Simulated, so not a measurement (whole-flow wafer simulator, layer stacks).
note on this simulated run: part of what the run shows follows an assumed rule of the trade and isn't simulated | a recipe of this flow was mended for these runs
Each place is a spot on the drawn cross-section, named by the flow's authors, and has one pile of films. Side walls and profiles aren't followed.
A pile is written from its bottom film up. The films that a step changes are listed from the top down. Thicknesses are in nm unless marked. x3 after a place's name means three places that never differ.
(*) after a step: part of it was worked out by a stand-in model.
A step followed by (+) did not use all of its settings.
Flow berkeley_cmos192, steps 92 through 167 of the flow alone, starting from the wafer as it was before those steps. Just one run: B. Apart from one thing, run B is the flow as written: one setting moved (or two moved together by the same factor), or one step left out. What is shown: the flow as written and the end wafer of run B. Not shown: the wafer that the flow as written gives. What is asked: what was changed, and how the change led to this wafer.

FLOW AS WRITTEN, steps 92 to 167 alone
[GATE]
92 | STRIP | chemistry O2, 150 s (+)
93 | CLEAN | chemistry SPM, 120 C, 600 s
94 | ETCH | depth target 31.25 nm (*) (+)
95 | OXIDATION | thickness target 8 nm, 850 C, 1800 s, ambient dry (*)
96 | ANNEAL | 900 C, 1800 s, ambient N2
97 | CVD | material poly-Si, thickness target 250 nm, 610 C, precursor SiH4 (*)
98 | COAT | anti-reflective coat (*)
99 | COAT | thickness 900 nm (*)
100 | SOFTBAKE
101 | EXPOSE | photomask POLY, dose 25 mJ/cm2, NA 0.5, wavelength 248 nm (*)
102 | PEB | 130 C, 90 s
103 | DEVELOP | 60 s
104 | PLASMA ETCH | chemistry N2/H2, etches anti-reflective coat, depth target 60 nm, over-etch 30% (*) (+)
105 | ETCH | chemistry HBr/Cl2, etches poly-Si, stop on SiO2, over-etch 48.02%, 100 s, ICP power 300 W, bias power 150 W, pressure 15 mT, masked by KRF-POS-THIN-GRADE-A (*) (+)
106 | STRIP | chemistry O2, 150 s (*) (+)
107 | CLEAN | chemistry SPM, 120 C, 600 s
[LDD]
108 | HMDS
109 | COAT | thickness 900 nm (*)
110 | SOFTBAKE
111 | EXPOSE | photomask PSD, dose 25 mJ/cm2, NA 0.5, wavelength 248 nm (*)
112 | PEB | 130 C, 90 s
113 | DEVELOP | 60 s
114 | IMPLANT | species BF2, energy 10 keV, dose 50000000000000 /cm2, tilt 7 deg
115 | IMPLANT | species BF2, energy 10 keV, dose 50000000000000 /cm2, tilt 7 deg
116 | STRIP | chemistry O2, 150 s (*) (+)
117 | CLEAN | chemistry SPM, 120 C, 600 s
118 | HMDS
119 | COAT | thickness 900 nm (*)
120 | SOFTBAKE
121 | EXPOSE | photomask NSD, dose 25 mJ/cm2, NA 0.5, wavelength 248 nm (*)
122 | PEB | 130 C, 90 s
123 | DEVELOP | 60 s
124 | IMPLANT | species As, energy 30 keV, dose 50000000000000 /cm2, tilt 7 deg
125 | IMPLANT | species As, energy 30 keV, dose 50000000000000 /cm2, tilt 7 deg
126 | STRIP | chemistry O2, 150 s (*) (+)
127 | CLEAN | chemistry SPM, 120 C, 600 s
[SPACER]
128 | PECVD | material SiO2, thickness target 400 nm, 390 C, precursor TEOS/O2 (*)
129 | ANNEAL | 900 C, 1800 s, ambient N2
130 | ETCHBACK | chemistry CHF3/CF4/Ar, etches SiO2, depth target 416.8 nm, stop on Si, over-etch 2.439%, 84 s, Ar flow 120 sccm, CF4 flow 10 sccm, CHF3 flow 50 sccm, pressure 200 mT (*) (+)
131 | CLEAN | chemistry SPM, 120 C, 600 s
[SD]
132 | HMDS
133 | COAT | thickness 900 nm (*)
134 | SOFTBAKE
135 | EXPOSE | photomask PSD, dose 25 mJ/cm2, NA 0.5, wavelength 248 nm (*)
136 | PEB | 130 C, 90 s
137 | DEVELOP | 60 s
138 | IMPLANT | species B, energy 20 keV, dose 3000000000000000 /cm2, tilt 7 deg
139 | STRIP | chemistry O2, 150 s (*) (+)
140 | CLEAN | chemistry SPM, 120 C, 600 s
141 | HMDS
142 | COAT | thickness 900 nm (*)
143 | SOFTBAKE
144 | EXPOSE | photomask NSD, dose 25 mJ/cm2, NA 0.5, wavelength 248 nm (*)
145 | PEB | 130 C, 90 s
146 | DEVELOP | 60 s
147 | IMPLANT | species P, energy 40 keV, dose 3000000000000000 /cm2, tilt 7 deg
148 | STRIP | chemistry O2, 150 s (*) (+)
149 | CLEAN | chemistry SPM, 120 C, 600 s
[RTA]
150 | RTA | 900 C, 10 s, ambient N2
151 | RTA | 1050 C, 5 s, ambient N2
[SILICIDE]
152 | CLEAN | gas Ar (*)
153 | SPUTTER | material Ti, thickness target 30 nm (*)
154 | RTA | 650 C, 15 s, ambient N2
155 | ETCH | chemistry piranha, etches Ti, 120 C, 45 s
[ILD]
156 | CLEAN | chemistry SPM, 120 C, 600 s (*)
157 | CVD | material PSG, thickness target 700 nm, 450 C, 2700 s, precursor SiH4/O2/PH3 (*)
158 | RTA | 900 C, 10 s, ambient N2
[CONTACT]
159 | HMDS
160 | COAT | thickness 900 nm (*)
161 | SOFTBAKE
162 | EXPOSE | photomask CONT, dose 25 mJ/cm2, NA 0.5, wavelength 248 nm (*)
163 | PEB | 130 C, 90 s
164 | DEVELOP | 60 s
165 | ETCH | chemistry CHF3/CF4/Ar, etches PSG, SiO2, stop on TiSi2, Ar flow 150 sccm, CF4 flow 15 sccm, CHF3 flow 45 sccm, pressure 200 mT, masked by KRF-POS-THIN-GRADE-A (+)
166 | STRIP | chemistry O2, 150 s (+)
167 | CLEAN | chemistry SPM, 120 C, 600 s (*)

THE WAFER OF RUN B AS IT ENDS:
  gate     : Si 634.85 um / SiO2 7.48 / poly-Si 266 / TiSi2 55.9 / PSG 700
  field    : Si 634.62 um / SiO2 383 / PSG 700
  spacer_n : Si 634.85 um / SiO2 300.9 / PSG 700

Cause: step 97, CVD: thickness target 325 nm was run, whereas the flow has thickness target 250 nm.

Step by step, how the change led to this:
  97 | CVD | material poly-Si, thickness target 250 nm, 610 C, precursor SiH4 (*)
      field, sd_n, spacer_n and 6 more: +325 poly-Si (new film) (it would be, as written: +250 poly-Si (new film))
  98 | COAT | anti-reflective coat (*)
      field: +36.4 anti-reflective coat (new film) (it would be, as written: +35.6 anti-reflective coat (new film))
      contact: +56.8 anti-reflective coat (new film) (it would be, as written: +55.4 anti-reflective coat (new film))
  104 | PLASMA ETCH | chemistry N2/H2, etches anti-reflective coat, depth target 60 nm, over-etch 30% (*) (+)
      field: -36.4 anti-reflective coat (all of it), -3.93 poly-Si (it would be, as written: -35.6 anti-reflective coat (all of it), -3.86 poly-Si)
      contact: -56.8 anti-reflective coat (all of it), -3.41 poly-Si (it would be, as written: -55.4 anti-reflective coat (all of it), -3.35 poly-Si)
  105 | ETCH | chemistry HBr/Cl2, etches poly-Si, stop on SiO2, over-etch 48.02%, 100 s, ICP power 300 W, bias power 150 W, pressure 15 mT, masked by KRF-POS-THIN-GRADE-A (*) (+)
      spacer_n, spacer_p: -321.1 poly-Si (all of it), -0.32 SiO2 (it would be, as written: -246.2 poly-Si (all of it), -1.71 SiO2)
      field: -321.1 poly-Si (all of it), -0.32 SiO2 (it would be, as written: -246.1 poly-Si (all of it), -1.71 SiO2)
      (and at 4 other places as well)
  109 | COAT | thickness 900 nm (*)
      gate: +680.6 KrF-resist (new film) (it would be, as written: +743.5 KrF-resist (new film))
      gate_p: +677 KrF-resist (new film) (it would be, as written: +739.8 KrF-resist (new film))
  113 | DEVELOP | 60 s
      gate_p: -675.6 KrF-resist (all of it) (it would be, as written: -738.2 KrF-resist (all of it))
  116 | STRIP | chemistry O2, 150 s (*) (+)
      gate: -664.3 KrF-resist (all of it), +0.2 chemical SiO2, -0.09 poly-Si (it would be, as written: -727 KrF-resist (all of it), +0.2 chemical SiO2, -0.09 poly-Si)
  119 | COAT | thickness 900 nm (*)
      gate: +680.5 KrF-resist (new film) (it would be, as written: +743.4 KrF-resist (new film))
      gate_p: +676.9 KrF-resist (new film) (it would be, as written: +739.7 KrF-resist (new film))
  123 | DEVELOP | 60 s
      gate: -679.1 KrF-resist (all of it) (it would be, as written: -741.9 KrF-resist (all of it))
  126 | STRIP | chemistry O2, 150 s (*) (+)
      gate_p: -660.5 KrF-resist (all of it), +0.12 chemical SiO2, -0.05 poly-Si (it would be, as written: -723.2 KrF-resist (all of it), +0.12 chemical SiO2, -0.05 poly-Si)
  130 | ETCHBACK | chemistry CHF3/CF4/Ar, etches SiO2, depth target 416.8 nm, stop on Si, over-etch 2.439%, 84 s, Ar flow 120 sccm, CF4 flow 10 sccm, CHF3 flow 50 sccm, pressure 200 mT (*) (+)
      spacer_n: -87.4 SiO2 (it would be, as written: -161 SiO2)
      spacer_p: -87.3 SiO2 (it would be, as written: -161 SiO2)
  133 | COAT | thickness 900 nm (*)
      spacer_n: +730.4 KrF-resist (new film) (it would be, as written: +785.3 KrF-resist (new film))
      gate: +711 KrF-resist (new film) (it would be, as written: +764.7 KrF-resist (new film))
      (and at 2 other places as well)
  137 | DEVELOP | 60 s
      spacer_p: -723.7 KrF-resist (all of it) (it would be, as written: -778.4 KrF-resist (all of it))
      gate_p: -704.2 KrF-resist (all of it) (it would be, as written: -757.7 KrF-resist (all of it))
  139 | STRIP | chemistry O2, 150 s (*) (+)
      spacer_n: -713.9 KrF-resist (all of it) (it would be, as written: -768.7 KrF-resist (all of it))
      gate: -694.6 KrF-resist (all of it), +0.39 chemical SiO2, -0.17 poly-Si (it would be, as written: -748.1 KrF-resist (all of it), +0.39 chemical SiO2, -0.17 poly-Si)
  142 | COAT | thickness 900 nm (*)
      spacer_n: +730.4 KrF-resist (new film) (it would be, as written: +785.4 KrF-resist (new film))
      gate: +710.9 KrF-resist (new film) (it would be, as written: +764.6 KrF-resist (new film))
      (and at 2 other places as well)
  146 | DEVELOP | 60 s
      spacer_n: -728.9 KrF-resist (all of it) (it would be, as written: -783.7 KrF-resist (all of it))
      gate: -709.4 KrF-resist (all of it) (it would be, as written: -762.9 KrF-resist (all of it))
  ... 2 further steps ...
  166 | STRIP | chemistry O2, 150 s (+)
      spacer_n: -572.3 KrF-resist (all of it) (it would be, as written: -612.8 KrF-resist (all of it))
      gate: -557.5 KrF-resist (all of it) (it would be, as written: -593.2 KrF-resist (all of it))
      (and at 3 other places as well)
